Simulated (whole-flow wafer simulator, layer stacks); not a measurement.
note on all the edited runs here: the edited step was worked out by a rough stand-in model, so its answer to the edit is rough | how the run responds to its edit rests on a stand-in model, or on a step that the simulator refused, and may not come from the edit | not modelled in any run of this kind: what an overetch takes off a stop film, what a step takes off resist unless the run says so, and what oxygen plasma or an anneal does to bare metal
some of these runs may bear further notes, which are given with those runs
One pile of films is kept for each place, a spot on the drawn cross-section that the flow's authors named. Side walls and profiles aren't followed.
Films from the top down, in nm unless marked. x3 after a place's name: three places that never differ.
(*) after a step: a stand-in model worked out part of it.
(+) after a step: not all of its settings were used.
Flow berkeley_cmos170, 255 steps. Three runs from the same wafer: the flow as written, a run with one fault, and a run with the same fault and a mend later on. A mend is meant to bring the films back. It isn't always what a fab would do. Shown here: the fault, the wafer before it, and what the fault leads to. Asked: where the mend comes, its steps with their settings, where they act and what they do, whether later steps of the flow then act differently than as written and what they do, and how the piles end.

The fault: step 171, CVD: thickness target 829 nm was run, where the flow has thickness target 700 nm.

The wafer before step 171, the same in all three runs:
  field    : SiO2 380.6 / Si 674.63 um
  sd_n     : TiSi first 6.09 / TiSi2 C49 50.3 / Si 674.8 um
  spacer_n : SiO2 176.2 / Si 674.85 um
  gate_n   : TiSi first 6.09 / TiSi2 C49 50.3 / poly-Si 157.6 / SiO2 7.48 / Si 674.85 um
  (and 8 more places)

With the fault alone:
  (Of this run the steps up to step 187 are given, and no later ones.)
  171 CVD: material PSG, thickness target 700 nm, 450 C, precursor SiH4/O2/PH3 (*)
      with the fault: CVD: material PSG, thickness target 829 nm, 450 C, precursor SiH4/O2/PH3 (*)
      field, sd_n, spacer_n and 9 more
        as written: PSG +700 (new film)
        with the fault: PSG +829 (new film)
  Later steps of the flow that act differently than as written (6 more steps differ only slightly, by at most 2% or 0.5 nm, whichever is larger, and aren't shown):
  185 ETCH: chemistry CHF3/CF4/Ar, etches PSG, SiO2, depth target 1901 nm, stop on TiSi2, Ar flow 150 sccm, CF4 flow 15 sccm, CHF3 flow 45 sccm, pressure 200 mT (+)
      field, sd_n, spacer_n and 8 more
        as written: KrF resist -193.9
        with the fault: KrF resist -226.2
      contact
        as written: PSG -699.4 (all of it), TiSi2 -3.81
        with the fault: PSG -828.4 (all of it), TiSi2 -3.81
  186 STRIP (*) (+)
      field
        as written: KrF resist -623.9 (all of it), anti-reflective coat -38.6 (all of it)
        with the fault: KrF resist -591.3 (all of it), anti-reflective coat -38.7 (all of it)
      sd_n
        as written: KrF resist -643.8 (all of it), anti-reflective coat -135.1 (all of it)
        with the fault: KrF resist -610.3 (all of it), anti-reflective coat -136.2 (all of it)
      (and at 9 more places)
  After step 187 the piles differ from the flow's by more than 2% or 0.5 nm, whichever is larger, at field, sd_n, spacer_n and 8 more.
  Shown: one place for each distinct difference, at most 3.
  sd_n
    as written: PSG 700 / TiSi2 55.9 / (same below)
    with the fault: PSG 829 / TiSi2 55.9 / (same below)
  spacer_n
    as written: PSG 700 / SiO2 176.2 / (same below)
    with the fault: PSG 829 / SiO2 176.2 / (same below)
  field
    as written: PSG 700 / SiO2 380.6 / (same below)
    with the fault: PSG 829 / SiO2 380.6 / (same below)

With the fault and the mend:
  The mend comes after step 171.
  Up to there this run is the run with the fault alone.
  171a ETCH: chemistry boe, depth target 129 nm
      field, sd_n, spacer_n and 9 more
        PSG -129
  No later step of the flow acts differently than as written, at any place that is followed, by more than 2% or 0.5 nm, whichever is larger.
  At the end the piles differ from the flow's only slightly at the places that both follow, by at most 2% or 0.5 nm, whichever is larger.
